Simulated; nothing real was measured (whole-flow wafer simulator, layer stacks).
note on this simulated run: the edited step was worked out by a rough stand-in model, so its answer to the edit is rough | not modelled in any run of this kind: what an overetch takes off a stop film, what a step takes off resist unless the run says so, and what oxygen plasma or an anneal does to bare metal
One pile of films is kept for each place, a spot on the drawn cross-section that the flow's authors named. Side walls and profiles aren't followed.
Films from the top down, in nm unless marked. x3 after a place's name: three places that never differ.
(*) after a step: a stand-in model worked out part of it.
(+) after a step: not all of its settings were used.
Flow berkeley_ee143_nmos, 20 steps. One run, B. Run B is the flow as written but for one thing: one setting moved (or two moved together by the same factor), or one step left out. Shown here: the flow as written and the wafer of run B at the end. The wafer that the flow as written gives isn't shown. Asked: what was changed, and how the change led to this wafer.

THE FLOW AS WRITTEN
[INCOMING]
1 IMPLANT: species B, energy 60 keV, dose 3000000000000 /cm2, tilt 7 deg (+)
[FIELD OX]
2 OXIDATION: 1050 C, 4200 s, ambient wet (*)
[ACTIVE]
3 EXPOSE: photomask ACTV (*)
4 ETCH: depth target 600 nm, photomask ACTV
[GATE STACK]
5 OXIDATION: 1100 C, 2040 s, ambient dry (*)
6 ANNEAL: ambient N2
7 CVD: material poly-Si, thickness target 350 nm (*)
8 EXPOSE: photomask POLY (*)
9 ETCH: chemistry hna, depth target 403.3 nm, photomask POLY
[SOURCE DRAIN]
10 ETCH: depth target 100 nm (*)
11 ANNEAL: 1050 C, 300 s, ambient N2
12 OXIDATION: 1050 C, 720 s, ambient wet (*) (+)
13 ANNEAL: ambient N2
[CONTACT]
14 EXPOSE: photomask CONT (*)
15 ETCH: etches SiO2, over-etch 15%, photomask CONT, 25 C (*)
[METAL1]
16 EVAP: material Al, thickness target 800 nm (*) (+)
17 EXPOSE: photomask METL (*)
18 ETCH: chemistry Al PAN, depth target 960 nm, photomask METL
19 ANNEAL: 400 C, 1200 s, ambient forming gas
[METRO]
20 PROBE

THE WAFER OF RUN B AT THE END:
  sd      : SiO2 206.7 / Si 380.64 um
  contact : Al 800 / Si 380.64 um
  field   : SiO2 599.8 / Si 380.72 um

The cause: step 10, ETCH: depth target 42 nm was run, where the flow has depth target 100 nm.

How the change led to this, step by step:
  10 ETCH: depth target 100 nm (*)
      sd, contact: SiO2 -42 (as written it would be: SiO2 -79.7 (all of it))
      field: SiO2 -42 (as written it would be: SiO2 -100)
  12 OXIDATION: 1050 C, 720 s, ambient wet (*) (+)
      sd, contact: SiO2 +169.1, Si -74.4 (as written it would be: SiO2 +189.4 (new film), Si -83.4)
      field: SiO2 +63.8, Si -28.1 (as written it would be: SiO2 +69.1, Si -30.4)
  15 ETCH: etches SiO2, over-etch 15%, photomask CONT, 25 C (*)
      contact: SiO2 -206.7 (all of it) (as written it would be: SiO2 -189.4 (all of it))
